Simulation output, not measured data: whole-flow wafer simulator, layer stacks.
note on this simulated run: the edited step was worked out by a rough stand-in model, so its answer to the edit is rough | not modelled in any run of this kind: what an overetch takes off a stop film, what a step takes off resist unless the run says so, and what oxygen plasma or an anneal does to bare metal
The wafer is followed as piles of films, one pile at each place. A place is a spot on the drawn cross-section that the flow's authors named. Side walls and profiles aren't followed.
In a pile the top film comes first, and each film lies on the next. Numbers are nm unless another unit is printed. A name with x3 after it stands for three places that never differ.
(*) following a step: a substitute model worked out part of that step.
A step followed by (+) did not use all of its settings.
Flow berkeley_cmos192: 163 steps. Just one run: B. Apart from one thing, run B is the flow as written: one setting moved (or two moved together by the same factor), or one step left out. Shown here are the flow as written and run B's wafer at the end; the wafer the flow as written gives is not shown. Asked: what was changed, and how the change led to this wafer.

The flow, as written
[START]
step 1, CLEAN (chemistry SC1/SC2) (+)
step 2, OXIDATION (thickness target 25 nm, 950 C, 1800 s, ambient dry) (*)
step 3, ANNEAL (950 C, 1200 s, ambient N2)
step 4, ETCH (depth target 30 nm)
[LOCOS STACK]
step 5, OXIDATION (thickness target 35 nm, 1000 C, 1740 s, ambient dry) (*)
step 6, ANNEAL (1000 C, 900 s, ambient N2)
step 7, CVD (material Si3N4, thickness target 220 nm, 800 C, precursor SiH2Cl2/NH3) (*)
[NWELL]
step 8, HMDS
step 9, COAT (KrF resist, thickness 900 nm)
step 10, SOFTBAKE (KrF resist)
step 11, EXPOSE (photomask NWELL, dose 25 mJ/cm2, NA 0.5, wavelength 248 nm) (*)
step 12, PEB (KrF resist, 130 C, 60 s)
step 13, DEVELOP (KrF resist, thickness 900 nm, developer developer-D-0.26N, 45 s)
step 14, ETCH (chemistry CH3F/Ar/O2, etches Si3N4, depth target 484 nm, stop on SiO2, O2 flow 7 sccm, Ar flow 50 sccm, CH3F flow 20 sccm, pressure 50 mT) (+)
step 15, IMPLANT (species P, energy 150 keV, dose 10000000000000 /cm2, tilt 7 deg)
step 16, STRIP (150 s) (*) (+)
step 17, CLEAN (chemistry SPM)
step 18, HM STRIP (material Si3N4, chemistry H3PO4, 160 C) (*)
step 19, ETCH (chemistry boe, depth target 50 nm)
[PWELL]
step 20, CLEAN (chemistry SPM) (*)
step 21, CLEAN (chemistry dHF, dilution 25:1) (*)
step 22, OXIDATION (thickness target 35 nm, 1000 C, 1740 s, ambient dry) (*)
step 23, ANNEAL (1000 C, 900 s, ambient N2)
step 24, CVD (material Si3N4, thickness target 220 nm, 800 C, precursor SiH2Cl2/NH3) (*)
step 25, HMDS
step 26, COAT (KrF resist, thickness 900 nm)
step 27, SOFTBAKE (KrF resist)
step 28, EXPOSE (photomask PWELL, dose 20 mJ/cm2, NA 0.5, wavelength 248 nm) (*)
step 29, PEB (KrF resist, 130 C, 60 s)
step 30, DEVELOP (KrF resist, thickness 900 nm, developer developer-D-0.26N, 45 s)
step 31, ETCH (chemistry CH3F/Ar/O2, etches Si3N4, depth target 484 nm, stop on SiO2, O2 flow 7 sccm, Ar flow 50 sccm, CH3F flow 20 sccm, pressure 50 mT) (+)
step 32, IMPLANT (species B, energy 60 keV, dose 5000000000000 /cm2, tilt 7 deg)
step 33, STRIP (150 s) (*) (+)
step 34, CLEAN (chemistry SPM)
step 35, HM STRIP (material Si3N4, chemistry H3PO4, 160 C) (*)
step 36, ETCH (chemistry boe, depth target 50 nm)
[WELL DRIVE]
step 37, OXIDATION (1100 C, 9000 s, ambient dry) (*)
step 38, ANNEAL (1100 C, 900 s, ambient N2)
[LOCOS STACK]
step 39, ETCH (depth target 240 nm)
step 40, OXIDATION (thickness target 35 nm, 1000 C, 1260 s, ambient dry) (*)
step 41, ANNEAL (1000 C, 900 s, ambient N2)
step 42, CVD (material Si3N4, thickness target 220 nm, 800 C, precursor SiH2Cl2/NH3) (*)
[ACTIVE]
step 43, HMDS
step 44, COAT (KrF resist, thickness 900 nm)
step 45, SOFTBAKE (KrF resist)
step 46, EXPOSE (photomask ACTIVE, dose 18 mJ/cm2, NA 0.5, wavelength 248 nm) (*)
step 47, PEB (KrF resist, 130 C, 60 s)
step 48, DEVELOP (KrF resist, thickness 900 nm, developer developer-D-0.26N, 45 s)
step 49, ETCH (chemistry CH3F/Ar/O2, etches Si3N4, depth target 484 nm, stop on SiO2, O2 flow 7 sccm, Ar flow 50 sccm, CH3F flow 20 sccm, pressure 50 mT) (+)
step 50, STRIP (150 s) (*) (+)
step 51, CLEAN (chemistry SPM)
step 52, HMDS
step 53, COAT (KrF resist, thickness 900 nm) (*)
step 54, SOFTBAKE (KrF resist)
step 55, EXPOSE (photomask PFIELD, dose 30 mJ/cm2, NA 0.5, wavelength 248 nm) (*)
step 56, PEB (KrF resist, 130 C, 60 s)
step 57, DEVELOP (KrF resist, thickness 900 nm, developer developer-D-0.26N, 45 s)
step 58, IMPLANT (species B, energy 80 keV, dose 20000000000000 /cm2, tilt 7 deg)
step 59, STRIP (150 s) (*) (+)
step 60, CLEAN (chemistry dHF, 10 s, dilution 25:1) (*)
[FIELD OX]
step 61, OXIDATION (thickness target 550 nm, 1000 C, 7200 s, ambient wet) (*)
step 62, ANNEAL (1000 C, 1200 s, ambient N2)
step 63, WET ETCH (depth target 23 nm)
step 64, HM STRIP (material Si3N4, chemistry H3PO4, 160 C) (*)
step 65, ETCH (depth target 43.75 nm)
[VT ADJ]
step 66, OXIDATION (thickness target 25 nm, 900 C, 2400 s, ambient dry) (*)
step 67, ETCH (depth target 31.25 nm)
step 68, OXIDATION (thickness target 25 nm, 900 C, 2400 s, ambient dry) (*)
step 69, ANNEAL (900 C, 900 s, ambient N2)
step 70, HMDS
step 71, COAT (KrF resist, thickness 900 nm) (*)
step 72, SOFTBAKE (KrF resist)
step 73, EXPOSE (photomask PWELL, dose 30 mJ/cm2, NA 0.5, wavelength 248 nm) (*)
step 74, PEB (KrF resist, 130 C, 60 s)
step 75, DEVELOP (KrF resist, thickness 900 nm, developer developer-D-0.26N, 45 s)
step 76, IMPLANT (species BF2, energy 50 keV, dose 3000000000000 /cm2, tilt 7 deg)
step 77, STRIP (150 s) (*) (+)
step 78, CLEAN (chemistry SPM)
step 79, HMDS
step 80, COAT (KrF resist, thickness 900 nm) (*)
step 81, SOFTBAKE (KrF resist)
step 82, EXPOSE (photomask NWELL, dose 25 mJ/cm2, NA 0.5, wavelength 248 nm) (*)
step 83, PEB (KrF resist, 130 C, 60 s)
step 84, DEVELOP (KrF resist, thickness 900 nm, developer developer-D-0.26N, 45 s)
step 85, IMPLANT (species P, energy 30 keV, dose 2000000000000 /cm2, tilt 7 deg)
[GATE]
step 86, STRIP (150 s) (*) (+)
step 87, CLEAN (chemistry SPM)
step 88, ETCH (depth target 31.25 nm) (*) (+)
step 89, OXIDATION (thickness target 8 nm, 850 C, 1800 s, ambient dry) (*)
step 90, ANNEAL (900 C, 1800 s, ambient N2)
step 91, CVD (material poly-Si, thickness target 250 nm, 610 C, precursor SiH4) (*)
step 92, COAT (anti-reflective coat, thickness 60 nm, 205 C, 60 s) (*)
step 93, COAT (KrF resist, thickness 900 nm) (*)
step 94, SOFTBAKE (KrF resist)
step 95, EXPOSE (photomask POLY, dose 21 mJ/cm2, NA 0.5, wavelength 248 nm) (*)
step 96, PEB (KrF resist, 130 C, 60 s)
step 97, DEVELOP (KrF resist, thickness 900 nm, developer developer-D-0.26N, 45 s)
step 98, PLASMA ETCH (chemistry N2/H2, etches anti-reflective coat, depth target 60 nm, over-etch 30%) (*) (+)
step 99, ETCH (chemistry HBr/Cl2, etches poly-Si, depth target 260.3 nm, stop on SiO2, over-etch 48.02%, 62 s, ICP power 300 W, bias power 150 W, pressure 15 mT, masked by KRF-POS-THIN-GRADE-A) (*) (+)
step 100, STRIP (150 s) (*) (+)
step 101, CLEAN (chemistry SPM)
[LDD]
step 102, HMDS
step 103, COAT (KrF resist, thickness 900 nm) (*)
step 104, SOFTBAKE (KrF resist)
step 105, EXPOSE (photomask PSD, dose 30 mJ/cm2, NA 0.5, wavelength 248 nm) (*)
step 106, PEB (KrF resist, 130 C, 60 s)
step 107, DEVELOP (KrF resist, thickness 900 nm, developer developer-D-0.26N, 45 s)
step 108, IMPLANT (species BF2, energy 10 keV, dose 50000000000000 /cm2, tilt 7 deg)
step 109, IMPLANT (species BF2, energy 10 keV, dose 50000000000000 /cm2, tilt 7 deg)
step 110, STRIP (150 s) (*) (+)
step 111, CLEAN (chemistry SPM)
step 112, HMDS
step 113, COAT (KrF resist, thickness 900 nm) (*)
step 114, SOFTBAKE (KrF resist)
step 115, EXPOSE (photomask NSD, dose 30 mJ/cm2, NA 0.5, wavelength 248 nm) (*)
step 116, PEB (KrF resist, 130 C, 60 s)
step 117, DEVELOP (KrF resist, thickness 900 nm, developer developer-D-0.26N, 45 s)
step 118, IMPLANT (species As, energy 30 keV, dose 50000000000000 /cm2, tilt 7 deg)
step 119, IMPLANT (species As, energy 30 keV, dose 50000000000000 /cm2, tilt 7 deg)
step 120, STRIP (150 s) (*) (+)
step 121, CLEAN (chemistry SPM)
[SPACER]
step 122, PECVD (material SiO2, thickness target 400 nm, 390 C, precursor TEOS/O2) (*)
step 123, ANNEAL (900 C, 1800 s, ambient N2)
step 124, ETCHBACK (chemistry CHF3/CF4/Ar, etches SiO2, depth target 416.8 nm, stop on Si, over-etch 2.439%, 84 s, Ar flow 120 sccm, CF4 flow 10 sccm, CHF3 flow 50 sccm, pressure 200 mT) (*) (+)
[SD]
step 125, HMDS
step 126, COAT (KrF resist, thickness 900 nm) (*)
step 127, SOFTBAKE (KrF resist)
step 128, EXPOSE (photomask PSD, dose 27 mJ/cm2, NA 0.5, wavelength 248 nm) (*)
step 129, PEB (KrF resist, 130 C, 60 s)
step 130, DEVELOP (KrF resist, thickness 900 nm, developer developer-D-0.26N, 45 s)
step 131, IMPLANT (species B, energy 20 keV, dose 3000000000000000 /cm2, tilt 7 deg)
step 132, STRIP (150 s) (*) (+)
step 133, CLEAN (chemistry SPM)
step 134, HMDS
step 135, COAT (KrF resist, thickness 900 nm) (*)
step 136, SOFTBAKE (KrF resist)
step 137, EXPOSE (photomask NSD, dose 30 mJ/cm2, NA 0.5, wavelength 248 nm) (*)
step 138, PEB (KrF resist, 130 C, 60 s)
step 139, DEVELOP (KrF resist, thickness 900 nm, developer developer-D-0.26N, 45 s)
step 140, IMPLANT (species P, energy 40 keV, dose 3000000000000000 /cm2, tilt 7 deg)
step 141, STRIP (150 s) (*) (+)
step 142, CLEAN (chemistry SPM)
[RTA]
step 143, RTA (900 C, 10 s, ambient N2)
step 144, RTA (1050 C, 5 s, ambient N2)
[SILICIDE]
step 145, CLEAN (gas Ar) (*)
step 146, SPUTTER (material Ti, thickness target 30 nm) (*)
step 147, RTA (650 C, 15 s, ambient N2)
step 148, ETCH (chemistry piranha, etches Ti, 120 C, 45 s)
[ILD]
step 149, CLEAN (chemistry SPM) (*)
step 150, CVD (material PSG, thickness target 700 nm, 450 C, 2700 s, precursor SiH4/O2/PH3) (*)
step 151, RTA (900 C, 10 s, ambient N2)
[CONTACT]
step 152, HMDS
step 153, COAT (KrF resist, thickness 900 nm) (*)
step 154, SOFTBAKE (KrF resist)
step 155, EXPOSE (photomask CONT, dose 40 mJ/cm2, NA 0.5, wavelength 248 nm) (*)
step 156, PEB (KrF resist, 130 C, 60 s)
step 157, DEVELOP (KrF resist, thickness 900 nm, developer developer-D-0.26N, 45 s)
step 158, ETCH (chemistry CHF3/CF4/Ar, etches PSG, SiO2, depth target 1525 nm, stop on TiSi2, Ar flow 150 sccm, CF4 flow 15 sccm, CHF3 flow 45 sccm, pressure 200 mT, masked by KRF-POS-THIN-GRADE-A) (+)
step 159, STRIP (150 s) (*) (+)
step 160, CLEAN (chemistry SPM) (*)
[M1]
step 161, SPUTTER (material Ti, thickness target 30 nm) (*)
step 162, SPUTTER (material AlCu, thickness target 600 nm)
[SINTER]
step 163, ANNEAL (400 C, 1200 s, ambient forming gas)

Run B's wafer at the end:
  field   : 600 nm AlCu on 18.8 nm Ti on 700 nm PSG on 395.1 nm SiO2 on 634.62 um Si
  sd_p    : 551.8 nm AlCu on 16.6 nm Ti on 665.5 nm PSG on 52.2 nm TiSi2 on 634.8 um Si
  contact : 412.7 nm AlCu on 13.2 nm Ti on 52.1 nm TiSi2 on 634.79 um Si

Cause: step 161, SPUTTER: thickness target 18.75 nm was run, whereas the flow has thickness target 30 nm.
The wafer itself shows it: field has Ti 18.8, and step 161 as written asks for 30 nm.

How this came from the change, step by step:
  step 161, SPUTTER (material Ti, thickness target 30 nm) (*)
      field, sd_n, spacer_n, gate, spacer_p, gate_p, m1: +18.8 Ti (new film) (as written it would have been: +30 Ti (new film))
      sd_p: +16.6 Ti (new film) (as written it would have been: +26.6 Ti (new film))
      (as well as at 1 more place)
